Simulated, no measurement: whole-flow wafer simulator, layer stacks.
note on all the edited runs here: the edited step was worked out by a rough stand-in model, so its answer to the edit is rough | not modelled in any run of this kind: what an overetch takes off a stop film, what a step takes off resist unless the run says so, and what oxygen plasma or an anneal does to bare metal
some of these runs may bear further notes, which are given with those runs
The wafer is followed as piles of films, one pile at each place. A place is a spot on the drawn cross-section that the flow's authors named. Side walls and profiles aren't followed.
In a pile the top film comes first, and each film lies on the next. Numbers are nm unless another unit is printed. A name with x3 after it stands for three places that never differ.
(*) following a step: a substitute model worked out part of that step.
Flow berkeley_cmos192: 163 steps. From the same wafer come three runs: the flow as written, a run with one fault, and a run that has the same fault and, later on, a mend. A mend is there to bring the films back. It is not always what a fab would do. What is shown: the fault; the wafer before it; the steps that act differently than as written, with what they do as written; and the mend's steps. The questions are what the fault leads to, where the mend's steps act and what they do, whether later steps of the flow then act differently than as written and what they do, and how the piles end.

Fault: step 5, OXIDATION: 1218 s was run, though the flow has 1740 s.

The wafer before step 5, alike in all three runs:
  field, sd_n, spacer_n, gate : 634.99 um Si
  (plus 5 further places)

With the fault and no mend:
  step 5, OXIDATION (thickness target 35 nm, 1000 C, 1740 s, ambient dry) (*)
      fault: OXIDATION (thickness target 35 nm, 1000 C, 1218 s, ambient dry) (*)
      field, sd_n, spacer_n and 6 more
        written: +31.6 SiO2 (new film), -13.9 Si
        fault: +26.1 SiO2 (new film), -11.5 Si
  Later steps of the flow acting differently than as written:
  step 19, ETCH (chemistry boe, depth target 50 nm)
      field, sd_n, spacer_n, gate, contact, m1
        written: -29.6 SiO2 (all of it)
        fault: -24 SiO2 (all of it)
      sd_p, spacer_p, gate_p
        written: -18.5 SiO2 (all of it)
        fault: -13 SiO2 (all of it)
  When the end is reached, the piles differ only a little from the flow's at the places that both follow, at most by 2% or 0.5 nm, whichever is larger.

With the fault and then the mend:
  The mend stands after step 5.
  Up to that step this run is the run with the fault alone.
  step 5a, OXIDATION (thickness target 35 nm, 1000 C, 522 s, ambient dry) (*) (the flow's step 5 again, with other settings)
      field, sd_n, spacer_n and 6 more
        +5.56 SiO2, -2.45 Si
  Every later step of the flow that is run acts as written at every place that is followed.
  The piles end the same as the flow's at every place that both follow.
